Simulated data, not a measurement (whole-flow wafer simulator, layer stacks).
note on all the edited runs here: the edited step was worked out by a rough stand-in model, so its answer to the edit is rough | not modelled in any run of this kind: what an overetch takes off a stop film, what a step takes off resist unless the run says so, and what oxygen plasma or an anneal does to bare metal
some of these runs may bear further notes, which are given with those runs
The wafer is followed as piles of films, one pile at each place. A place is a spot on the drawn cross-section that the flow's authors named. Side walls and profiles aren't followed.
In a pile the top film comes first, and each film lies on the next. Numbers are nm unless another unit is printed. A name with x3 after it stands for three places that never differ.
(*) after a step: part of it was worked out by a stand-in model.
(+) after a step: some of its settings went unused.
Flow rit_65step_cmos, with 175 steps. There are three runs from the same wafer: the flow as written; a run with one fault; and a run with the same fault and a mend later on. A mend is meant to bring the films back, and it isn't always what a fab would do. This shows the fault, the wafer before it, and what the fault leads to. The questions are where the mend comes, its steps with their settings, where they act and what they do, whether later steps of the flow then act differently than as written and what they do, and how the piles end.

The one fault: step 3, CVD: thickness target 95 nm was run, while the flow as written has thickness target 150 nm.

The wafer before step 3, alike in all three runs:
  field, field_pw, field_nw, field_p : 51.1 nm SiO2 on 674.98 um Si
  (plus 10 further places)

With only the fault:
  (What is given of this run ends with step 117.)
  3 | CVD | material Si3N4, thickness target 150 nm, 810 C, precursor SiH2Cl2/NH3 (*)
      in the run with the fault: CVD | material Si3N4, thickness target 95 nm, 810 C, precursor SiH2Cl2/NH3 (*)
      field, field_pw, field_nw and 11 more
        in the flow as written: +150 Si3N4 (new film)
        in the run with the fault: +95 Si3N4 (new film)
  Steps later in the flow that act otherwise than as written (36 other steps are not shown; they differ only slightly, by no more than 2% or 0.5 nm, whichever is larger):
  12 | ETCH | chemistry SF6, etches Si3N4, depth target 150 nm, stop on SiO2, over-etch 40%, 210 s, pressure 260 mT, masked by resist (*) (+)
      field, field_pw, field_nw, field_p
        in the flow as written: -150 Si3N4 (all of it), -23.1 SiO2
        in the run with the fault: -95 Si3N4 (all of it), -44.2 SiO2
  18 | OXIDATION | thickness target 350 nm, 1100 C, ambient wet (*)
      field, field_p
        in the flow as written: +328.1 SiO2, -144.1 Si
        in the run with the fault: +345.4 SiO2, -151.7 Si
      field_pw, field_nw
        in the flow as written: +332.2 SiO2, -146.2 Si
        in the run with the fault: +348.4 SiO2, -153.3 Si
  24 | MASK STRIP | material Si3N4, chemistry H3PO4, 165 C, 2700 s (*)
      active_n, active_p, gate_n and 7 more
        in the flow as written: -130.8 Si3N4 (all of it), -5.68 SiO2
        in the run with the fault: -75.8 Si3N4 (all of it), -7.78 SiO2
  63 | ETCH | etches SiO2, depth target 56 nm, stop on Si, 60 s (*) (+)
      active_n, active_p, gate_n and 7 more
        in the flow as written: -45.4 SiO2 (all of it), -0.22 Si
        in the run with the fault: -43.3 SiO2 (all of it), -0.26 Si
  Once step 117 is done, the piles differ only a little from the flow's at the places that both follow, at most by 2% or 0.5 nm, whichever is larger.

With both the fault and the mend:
  The mend follows step 11.
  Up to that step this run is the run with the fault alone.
  11a | STRIP | resist, chemistry O2, 180 s (*)
      active_n, active_p, gate_n and 7 more
        -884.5 resist (all of it)
  11b | CLEAN | chemistry SC2, 75 C, 600 s
      does not change any film at any place that is followed
  11c | CVD | material Si3N4, thickness target 55 nm, 810 C, precursor SiH2Cl2/NH3 (*) (the flow's step 3 again, with other settings)
      field, field_pw, field_nw and 11 more
        +55 Si3N4
  11d | HMDS | 140 C, 60 s (the flow's step 5 again)
      does not change any film at any place that is followed
  11e | COAT | resist, thickness 1000 nm (the flow's step 6 again)
      field, field_pw, field_nw and 11 more
        +1000 resist (new film)
  11f | SOFTBAKE | resist, 90 C, 60 s (the flow's step 7 again)
      does not change any film at any place that is followed
  11g | EXPOSE | photomask M1, dose 225 mJ/cm2, NA 0.6, wavelength 365 nm (the flow's step 8 again)
      does not change any film at any place that is followed
  11h | PEB | resist, 110 C, 60 s (the flow's step 9 again)
      field, field_pw, field_nw and 11 more
        -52 resist
  11i | DEVELOP | resist, thickness 1000 nm, 50 s (the flow's step 10 again)
      field, field_pw, field_nw, field_p
        -948 resist (all of it)
  11j | HARDBAKE | resist, 140 C, 60 s (the flow's step 11 again)
      active_n, active_p, gate_n and 7 more
        -63.5 resist
  Later steps of the flow that are run all act as written at every place that is followed.
  By the end, the piles equal the flow's at every place that both follow.
